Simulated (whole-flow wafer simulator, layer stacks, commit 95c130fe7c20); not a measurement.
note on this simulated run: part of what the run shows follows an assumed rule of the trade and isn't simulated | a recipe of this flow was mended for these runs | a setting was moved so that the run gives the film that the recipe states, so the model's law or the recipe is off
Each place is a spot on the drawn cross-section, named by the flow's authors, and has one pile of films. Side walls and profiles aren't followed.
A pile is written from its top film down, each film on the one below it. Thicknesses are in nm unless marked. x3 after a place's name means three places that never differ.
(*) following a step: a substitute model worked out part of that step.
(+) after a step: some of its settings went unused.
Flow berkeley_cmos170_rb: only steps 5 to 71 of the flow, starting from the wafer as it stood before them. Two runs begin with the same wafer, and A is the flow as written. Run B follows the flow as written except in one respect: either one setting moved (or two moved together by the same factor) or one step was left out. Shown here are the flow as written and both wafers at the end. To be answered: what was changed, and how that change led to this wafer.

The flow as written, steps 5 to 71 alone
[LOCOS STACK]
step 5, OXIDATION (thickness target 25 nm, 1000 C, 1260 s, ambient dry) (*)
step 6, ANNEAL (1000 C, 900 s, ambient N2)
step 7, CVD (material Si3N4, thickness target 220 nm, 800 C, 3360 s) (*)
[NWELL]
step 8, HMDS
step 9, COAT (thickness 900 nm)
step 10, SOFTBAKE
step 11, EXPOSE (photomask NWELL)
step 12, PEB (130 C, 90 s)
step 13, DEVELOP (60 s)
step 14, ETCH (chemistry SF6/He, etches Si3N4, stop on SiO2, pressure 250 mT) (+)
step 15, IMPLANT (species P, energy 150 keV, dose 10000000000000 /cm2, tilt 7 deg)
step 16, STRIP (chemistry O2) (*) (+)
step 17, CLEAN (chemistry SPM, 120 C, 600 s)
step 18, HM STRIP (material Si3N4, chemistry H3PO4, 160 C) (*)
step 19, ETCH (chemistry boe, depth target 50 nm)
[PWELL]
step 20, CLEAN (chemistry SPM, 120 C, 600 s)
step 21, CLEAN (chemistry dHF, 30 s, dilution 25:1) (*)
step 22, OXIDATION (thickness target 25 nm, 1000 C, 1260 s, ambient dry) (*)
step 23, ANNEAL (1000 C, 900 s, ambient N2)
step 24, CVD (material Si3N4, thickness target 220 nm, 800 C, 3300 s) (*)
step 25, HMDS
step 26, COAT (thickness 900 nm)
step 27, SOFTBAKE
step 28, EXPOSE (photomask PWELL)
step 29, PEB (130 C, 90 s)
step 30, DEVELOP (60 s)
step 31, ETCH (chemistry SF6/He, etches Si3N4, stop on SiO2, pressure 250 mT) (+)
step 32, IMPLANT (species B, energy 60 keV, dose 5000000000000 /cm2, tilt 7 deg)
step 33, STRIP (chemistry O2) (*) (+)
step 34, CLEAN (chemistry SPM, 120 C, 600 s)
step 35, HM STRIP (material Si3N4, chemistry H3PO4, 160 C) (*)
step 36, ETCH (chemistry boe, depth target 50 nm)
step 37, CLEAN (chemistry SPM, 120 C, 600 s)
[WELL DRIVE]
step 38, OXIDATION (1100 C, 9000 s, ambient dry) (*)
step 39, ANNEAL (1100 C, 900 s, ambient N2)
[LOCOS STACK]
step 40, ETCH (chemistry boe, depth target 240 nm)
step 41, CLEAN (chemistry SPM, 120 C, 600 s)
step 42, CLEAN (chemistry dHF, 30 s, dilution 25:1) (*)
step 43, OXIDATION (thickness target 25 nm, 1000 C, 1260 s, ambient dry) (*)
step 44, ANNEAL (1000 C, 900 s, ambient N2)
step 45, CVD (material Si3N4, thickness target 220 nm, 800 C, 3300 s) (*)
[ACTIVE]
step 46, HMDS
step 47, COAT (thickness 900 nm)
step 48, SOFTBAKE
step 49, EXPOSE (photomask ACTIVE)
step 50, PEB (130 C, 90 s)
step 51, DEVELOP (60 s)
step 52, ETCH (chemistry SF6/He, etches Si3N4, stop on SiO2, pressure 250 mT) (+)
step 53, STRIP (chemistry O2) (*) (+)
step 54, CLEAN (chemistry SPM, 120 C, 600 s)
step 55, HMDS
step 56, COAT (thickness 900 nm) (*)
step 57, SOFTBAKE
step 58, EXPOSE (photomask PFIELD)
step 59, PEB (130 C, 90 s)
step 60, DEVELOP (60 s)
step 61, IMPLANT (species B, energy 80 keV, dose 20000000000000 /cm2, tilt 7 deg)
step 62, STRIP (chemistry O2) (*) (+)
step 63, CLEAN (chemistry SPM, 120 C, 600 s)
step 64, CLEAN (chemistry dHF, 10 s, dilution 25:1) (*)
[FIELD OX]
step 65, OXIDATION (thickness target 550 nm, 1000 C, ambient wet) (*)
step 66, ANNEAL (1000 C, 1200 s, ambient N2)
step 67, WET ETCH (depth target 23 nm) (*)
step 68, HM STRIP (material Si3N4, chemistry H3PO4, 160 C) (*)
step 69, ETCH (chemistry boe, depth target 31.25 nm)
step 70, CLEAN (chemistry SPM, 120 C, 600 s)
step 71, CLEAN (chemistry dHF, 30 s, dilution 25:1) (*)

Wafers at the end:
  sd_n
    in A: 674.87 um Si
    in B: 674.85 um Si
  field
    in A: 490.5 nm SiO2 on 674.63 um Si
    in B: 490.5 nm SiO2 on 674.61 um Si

Cause: step 5, OXIDATION: 1150 C was run, though the flow has 1000 C.

The path from the change to this, step by step:
  step 5, OXIDATION (thickness target 25 nm, 1000 C, 1260 s, ambient dry) (*)
      field, sd_n, spacer_n and 6 more: A SiO2 gains 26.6 (new film), Si loses 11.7 | B SiO2 gains 79.9 (new film), Si loses 35.1
  step 19, ETCH (chemistry boe, depth target 50 nm)
      field, sd_n, spacer_n, gate, contact, m1: A SiO2 loses 23.1 (all of it) | B SiO2 loses 50
      sd_p, spacer_p, gate_p: A SiO2 loses 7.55 (all of it) | B SiO2 loses 50
  step 20, CLEAN (chemistry SPM, 120 C, 600 s)
      field, sd_n, spacer_n and 6 more: A chemical SiO2 gains 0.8 (new film), Si loses 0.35 | B nothing
  step 21, CLEAN (chemistry dHF, 30 s, dilution 25:1) (*)
      field, sd_n, spacer_n, gate, contact, m1: A chemical SiO2 loses 0.8 (all of it) | B SiO2 loses 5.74
      sd_p, spacer_p, gate_p: A chemical SiO2 loses 0.8 (all of it) | B SiO2 loses 6.35
  step 22, OXIDATION (thickness target 25 nm, 1000 C, 1260 s, ambient dry) (*)
      field, sd_n, spacer_n, gate, contact, m1: A SiO2 gains 26.6 (new film), Si loses 11.7 | B SiO2 gains 14, Si loses 6.15
      sd_p, spacer_p, gate_p: A SiO2 gains 26.6 (new film), Si loses 11.7 | B SiO2 gains 22.6, Si loses 9.92
  step 36, ETCH (chemistry boe, depth target 50 nm)
      field, sd_n, spacer_n, gate, contact, m1: A SiO2 loses 7.55 (all of it) | B SiO2 loses 15.7 (all of it)
  step 65, OXIDATION (thickness target 550 nm, 1000 C, ambient wet) (*)
      sd_p: A SiO2 gains 12.1 (new film), Si3N4 loses 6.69, SiO2 gains 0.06, Si loses 0.06 | B SiO2 gains 12.1 (new film), Si3N4 loses 6.69
